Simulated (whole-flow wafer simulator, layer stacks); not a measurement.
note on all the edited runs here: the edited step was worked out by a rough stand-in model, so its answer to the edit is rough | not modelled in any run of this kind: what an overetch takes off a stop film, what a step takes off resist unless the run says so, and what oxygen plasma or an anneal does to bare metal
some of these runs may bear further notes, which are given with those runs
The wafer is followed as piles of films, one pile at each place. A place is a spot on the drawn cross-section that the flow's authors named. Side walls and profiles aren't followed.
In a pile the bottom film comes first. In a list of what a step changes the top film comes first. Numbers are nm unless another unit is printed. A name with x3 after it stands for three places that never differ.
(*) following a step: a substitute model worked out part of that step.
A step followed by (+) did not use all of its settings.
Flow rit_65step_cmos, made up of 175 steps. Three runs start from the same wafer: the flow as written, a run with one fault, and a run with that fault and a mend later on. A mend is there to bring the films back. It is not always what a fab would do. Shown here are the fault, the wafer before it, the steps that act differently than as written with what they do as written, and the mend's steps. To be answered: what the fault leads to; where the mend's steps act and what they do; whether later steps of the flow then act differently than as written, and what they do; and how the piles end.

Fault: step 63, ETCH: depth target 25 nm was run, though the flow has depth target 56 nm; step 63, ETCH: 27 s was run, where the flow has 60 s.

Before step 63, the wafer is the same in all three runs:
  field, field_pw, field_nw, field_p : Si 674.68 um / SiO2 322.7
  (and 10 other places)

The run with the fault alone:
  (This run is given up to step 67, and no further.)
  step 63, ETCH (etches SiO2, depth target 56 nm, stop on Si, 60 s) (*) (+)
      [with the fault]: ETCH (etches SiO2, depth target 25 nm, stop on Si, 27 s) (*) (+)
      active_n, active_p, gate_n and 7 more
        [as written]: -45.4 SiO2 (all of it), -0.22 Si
        [with the fault]: -25.2 SiO2
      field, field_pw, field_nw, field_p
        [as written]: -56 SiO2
        [with the fault]: -25.2 SiO2
  Later steps of the flow acting differently than as written (not shown: 1 more step that differs only slightly, by at most 2% or 0.5 nm, whichever is larger):
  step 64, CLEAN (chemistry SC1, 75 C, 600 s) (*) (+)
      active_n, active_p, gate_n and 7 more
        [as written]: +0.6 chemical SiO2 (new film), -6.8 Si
        [with the fault]: -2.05 SiO2
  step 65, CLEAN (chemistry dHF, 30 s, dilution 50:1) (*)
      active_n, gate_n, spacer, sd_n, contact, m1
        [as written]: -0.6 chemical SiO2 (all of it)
        [with the fault]: -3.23 SiO2
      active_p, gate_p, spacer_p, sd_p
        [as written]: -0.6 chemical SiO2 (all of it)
        [with the fault]: -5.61 SiO2
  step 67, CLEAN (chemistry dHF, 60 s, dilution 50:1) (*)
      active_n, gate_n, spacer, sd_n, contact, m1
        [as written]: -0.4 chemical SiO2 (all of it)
        [with the fault]: -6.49 SiO2
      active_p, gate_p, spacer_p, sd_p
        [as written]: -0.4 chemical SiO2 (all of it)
        [with the fault]: -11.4 SiO2
  Once step 67 is done, the piles at field, field_pw, field_nw and 11 more depart from the flow's by more than 2% or 0.5 nm, whichever is larger.
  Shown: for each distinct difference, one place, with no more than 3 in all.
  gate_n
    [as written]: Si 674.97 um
    [with the fault]: Si 674.98 um / SiO2 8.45
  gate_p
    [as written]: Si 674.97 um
    [with the fault]: Si 674.98 um / SiO2 1.18
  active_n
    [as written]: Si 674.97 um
    [with the fault]: Si 674.98 um / SiO2 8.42

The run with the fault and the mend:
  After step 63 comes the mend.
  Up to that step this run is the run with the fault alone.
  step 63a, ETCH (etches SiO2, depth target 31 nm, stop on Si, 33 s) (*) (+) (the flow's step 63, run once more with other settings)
      active_n, active_p, gate_n and 7 more
        -20.2 SiO2 (all of it)
      field, field_pw, field_nw, field_p
        -31 SiO2
  Later steps of the flow that are run all act as written at every place that is followed, up to a difference of at most 2% or 0.5 nm, whichever is larger.
  When the end is reached, the piles differ only a little from the flow's at the places that both follow, at most by 2% or 0.5 nm, whichever is larger.
